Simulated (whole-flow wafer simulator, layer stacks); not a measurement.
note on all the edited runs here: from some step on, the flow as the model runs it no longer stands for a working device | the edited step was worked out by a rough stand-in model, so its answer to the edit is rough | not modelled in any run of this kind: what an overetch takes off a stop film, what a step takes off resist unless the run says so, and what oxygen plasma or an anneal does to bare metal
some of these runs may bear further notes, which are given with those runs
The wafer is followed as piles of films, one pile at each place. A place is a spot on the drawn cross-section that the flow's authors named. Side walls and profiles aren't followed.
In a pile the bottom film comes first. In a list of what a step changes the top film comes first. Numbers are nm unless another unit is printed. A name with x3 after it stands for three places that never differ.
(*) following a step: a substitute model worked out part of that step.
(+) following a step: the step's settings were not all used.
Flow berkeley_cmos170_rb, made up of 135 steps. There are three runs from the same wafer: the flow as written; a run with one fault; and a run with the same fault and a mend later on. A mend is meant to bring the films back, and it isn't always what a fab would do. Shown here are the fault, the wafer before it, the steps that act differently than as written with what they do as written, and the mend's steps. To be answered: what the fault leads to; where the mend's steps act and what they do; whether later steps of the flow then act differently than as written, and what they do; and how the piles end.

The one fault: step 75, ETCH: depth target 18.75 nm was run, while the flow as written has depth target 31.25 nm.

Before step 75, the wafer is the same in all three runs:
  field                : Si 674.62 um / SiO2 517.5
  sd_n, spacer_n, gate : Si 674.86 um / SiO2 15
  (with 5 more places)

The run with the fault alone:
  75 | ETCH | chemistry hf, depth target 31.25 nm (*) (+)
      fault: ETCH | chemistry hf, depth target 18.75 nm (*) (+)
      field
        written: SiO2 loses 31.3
        fault: SiO2 loses 18.8
  Later steps of the flow acting differently than as written (23 other steps are not shown; they differ only slightly, by no more than 2% or 0.5 nm, whichever is larger):
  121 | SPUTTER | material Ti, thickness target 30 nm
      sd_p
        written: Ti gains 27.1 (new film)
        fault: Ti gains 25.4 (new film)
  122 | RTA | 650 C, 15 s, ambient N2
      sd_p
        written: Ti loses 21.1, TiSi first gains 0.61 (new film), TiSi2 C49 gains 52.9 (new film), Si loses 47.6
        fault: Ti loses 19.8, TiSi2 C49 gains 50.3 (new film), Si loses 44.9
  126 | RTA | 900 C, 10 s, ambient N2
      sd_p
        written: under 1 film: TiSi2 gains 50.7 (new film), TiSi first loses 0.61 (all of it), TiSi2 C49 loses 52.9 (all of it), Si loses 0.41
        fault: under 1 film: TiSi2 gains 47.4 (new film), TiSi2 C49 loses 50.3 (all of it)
  At sd_p, the piles at the end differ from the flow's by more than 2% or 0.5 nm, whichever is larger.
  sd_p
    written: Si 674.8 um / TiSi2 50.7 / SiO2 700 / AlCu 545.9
    fault: Si 674.81 um / TiSi2 47.4 / SiO2 700 / AlCu 541.4

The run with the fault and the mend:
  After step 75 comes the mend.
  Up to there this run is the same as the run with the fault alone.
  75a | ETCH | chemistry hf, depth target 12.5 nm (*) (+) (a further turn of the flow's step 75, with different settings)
      field
        SiO2 loses 12.5
  Every later step of the flow that is run acts as written, at every place that is followed, to within 2% or 0.5 nm, whichever is larger.
  By the end, the piles equal the flow's at every place that both follow.
